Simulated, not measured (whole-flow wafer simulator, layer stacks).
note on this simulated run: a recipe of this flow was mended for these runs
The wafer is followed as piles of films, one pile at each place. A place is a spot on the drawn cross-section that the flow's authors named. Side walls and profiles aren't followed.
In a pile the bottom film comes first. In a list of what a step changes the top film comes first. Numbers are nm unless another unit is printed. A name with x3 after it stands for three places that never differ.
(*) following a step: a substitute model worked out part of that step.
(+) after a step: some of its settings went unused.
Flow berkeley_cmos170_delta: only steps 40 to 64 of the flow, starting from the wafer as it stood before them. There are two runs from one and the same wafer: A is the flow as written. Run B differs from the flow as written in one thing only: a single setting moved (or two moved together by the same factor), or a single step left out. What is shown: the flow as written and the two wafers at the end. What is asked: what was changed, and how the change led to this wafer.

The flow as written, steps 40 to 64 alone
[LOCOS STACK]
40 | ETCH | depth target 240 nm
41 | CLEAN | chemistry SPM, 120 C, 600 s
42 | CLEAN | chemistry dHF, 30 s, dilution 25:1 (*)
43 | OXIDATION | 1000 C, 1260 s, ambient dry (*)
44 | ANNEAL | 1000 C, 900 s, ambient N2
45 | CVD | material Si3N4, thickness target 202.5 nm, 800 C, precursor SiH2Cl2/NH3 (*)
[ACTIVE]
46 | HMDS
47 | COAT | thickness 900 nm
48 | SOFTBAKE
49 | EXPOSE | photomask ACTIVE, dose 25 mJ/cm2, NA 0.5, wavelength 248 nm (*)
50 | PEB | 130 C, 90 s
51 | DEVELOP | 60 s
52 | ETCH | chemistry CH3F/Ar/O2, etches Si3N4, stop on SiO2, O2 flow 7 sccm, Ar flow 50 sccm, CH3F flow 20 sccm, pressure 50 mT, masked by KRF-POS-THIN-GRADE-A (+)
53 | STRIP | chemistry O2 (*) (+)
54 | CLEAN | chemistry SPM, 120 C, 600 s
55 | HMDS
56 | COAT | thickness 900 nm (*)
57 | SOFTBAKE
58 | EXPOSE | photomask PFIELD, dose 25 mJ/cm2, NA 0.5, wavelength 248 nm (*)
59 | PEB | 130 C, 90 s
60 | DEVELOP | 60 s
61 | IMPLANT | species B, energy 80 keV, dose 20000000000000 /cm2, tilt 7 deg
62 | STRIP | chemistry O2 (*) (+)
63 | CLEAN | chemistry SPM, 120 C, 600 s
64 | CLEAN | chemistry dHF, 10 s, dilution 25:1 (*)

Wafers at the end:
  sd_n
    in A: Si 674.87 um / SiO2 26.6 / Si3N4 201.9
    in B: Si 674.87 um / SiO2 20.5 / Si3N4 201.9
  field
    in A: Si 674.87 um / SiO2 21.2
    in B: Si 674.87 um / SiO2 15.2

The reason: step 43, OXIDATION: 973 C was run, though the flow has 1000 C.

How this came from the change, step by step:
  43 | OXIDATION | 1000 C, 1260 s, ambient dry (*)
      field, sd_n, spacer_n and 6 more: A SiO2 gains 26.6 (new film), Si loses 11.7 | B SiO2 gains 20.5 (new film), Si loses 9.02
